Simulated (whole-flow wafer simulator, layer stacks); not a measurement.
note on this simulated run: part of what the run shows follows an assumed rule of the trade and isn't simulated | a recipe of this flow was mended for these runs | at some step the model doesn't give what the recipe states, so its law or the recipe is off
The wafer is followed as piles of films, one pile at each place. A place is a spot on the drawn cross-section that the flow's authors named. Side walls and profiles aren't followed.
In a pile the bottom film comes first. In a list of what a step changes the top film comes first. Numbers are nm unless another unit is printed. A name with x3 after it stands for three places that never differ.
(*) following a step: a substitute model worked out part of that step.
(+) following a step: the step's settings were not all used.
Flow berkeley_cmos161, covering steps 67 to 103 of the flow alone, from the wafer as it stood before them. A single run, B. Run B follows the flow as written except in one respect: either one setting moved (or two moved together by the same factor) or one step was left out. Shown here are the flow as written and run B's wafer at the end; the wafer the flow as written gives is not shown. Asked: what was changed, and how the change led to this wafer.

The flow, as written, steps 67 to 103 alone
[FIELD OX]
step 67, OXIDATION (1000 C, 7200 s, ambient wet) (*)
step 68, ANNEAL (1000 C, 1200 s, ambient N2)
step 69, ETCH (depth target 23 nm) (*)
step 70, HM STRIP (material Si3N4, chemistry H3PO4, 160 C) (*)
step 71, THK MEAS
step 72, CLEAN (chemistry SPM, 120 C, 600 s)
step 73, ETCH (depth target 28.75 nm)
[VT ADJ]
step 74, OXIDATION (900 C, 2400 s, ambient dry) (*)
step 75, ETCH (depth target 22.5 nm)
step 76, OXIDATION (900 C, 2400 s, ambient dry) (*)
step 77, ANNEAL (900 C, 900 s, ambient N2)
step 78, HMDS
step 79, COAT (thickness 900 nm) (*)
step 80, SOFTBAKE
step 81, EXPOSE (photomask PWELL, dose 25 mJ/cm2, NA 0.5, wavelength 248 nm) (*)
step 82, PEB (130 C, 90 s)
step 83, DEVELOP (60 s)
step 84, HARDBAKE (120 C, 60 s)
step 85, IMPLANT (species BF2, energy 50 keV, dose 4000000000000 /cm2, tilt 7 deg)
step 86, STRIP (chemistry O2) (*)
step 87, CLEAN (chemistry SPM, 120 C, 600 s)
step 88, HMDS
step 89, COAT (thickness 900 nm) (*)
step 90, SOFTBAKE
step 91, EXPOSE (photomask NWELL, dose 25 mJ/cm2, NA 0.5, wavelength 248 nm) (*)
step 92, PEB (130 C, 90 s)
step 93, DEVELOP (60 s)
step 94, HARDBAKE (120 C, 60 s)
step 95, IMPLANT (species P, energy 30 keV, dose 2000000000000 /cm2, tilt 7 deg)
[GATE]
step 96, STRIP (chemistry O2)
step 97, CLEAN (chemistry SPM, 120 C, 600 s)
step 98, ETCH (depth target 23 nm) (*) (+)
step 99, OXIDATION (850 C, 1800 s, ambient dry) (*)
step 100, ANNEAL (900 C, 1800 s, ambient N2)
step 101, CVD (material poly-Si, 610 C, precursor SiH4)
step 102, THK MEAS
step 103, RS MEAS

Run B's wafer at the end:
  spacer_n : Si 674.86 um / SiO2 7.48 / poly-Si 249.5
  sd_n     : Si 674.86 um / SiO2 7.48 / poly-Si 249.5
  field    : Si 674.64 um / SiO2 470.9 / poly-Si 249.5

The reason: step 73, ETCH: depth target 11.5 nm was run, while the flow as written has depth target 28.75 nm.

Step by step, how the change led to this:
  step 73, ETCH (depth target 28.75 nm)
      spacer_n, gate_n, spacer_p, gate_p, contact, m1: -11.5 SiO2 (in the flow as written it would be: -17.9 SiO2 (all of it))
      sd_n, sd_p: -11.5 SiO2 (in the flow as written it would be: -18.1 SiO2 (all of it))
      (also at 1 further place)
  step 74, OXIDATION (900 C, 2400 s, ambient dry) (*)
      spacer_n, gate_n, spacer_p, gate_p, contact, m1: +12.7 SiO2, -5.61 Si (in the flow as written it would be: +14.9 SiO2 (new film), -6.57 Si)
      sd_n, sd_p: +12.7 SiO2, -5.58 Si (in the flow as written it would be: +14.9 SiO2 (new film), -6.57 Si)
  step 75, ETCH (depth target 22.5 nm)
      spacer_n, gate_n, spacer_p, gate_p, contact, m1: -19.1 SiO2 (all of it) (in the flow as written it would be: -14.9 SiO2 (all of it))
      sd_n, sd_p: -19.3 SiO2 (all of it) (in the flow as written it would be: -14.9 SiO2 (all of it))
